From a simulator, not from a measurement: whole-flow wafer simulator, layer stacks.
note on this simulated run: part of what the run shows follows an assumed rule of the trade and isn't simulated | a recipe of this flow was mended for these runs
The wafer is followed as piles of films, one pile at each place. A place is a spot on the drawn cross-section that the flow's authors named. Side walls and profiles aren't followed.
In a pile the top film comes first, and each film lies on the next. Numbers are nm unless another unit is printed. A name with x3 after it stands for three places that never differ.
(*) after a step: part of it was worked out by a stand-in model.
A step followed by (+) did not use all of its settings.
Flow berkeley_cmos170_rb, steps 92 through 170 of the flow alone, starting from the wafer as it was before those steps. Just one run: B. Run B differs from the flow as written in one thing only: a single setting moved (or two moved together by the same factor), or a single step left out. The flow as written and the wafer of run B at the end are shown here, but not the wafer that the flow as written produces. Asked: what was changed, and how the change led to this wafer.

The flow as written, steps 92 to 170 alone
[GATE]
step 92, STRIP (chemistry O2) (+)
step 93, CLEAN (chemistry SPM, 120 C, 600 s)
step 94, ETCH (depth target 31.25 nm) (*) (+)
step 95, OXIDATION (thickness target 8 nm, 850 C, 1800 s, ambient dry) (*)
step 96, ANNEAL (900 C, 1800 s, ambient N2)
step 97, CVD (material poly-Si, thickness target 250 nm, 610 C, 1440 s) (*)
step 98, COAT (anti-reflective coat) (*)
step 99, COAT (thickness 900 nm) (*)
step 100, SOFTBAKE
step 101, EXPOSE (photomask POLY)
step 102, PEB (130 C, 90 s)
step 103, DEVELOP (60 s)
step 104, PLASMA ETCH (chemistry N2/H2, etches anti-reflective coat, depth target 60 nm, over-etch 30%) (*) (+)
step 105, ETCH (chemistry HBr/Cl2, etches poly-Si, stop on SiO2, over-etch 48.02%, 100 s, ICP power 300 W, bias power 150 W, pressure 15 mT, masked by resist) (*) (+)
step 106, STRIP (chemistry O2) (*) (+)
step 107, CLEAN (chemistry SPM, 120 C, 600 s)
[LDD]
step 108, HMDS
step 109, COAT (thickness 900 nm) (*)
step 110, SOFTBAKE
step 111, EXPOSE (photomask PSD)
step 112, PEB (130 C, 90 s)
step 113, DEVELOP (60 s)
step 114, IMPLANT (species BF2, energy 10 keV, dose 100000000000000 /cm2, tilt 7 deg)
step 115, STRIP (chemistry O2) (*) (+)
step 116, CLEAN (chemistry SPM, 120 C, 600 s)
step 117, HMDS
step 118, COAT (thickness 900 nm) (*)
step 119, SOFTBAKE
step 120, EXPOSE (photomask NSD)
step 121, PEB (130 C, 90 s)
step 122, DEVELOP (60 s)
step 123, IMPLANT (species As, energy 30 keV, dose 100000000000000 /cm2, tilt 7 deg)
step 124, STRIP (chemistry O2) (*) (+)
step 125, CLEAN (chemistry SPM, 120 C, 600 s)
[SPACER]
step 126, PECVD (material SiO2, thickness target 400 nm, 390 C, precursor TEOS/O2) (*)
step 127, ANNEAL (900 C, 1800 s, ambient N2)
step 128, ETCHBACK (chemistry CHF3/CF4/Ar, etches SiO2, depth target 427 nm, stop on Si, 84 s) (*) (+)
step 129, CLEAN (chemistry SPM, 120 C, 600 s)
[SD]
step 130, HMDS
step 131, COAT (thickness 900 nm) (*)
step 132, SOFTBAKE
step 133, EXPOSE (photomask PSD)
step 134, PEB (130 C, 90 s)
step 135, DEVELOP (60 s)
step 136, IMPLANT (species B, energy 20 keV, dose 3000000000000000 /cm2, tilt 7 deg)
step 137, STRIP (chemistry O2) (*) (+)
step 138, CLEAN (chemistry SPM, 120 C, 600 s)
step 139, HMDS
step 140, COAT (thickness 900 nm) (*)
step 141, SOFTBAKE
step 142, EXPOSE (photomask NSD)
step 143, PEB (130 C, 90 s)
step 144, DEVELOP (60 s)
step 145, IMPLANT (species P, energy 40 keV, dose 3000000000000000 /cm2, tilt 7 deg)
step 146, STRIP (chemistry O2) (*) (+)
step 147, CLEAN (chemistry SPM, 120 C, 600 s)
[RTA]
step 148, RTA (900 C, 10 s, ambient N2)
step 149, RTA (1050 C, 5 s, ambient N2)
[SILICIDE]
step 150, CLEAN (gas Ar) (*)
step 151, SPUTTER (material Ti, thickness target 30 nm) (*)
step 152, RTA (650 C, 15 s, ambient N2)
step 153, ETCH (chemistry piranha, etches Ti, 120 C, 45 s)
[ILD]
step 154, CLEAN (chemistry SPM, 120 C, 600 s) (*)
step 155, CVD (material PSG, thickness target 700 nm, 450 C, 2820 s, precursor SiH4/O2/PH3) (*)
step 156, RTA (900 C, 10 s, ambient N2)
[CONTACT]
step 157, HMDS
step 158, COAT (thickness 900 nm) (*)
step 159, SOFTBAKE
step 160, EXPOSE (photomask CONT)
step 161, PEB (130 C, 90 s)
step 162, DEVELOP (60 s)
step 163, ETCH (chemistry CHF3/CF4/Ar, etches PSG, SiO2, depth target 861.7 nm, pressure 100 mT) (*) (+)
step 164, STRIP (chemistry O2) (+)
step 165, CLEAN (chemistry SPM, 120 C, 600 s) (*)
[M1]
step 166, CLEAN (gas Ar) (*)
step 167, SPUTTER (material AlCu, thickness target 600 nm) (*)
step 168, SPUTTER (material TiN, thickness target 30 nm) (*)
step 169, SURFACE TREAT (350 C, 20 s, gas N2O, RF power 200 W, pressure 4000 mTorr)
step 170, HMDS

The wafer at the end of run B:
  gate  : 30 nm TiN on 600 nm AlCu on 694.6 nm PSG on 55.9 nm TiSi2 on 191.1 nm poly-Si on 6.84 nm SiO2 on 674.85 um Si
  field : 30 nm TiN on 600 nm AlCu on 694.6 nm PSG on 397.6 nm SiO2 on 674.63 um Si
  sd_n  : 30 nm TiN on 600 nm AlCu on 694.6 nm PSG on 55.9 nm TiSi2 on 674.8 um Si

Cause: step 95, OXIDATION: thickness target 6.8 nm was run, though the flow has thickness target 8 nm; step 95, OXIDATION: 1530 s was run, where the flow has 1800 s.

Step by step, how the change led to this:
  step 95, OXIDATION (thickness target 8 nm, 850 C, 1800 s, ambient dry) (*)
      sd_n, spacer_n, gate, sd_p, spacer_p, gate_p, contact, m1: SiO2 gains 6.84 (new film), Si loses 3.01 (as written it would have been: SiO2 gains 7.53 (new film), Si loses 3.31)
